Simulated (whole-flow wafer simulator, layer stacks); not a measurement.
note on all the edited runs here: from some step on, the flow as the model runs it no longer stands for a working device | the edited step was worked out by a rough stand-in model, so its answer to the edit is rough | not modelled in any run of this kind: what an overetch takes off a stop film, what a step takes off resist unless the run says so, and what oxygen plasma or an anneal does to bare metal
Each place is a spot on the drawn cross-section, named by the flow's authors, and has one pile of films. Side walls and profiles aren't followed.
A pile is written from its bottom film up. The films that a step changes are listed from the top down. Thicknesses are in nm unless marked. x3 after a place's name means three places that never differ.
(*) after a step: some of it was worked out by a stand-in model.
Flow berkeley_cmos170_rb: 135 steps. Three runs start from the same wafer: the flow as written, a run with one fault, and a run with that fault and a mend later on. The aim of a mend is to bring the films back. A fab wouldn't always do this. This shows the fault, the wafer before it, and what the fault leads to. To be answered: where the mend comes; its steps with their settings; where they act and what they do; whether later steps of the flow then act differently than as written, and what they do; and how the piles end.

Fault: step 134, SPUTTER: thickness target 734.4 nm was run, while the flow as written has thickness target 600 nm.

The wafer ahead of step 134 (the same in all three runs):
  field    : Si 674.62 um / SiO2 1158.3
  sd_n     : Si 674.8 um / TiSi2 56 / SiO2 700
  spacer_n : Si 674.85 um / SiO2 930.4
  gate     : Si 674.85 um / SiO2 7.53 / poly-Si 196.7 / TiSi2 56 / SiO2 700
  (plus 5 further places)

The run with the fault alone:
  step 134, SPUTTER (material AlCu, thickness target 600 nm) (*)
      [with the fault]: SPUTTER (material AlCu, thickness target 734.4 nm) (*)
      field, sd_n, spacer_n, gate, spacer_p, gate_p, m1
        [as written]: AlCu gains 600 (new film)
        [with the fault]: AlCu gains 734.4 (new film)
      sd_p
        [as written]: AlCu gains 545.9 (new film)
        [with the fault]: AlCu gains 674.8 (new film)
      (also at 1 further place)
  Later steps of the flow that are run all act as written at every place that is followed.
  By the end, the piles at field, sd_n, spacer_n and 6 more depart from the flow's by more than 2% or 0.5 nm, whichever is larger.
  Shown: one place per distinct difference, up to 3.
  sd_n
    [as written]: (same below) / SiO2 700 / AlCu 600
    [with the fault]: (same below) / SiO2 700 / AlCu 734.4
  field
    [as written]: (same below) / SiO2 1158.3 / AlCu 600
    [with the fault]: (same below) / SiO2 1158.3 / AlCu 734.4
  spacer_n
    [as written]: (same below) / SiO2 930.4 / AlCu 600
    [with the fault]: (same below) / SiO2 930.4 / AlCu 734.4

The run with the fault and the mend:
  The mend follows step 134.
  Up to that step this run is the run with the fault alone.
  step 134a, ETCH (chemistry al pan, depth target 844.9 nm)
      field, sd_n, spacer_n, gate, spacer_p, gate_p, m1
        AlCu loses 734.4 (all of it)
      sd_p
        AlCu loses 674.8 (all of it)
      contact
        AlCu loses 502.7 (all of it)
  step 134b, SPUTTER (material AlCu, thickness target 600 nm) (*) (the flow's step 134, run once more)
      field, sd_n, spacer_n, gate, spacer_p, gate_p, m1
        AlCu gains 600 (new film)
      sd_p
        AlCu gains 545.9 (new film)
      contact
        AlCu gains 415.1 (new film)
  Later steps of the flow that are run all act as written at every place that is followed.
  The piles end the same as the flow's at every place that both follow.
